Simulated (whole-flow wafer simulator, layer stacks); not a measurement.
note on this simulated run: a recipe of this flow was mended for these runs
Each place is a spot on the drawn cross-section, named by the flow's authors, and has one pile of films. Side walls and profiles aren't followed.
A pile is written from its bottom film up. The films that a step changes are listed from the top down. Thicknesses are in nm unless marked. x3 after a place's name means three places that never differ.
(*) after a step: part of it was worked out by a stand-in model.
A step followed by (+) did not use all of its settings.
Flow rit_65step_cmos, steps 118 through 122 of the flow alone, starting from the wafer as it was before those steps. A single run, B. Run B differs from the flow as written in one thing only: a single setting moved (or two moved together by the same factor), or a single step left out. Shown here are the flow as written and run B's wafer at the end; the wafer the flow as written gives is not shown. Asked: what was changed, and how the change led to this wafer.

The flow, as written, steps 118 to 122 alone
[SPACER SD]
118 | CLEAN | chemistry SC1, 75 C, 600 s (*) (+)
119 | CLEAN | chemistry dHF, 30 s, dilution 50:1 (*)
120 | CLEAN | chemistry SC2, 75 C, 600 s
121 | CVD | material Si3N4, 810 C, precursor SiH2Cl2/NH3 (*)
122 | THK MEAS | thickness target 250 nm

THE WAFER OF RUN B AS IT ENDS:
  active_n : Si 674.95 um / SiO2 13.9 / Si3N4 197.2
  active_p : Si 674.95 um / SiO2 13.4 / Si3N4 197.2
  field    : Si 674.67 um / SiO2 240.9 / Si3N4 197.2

The reason: step 121, CVD: 792 C was run, while the flow as written has 810 C.

Step by step, how the change led to this:
  121 | CVD | material Si3N4, 810 C, precursor SiH2Cl2/NH3 (*)
      field, field_pw, field_nw and 11 more: +197.2 Si3N4 (new film) (it would be, as written: +250 Si3N4 (new film))
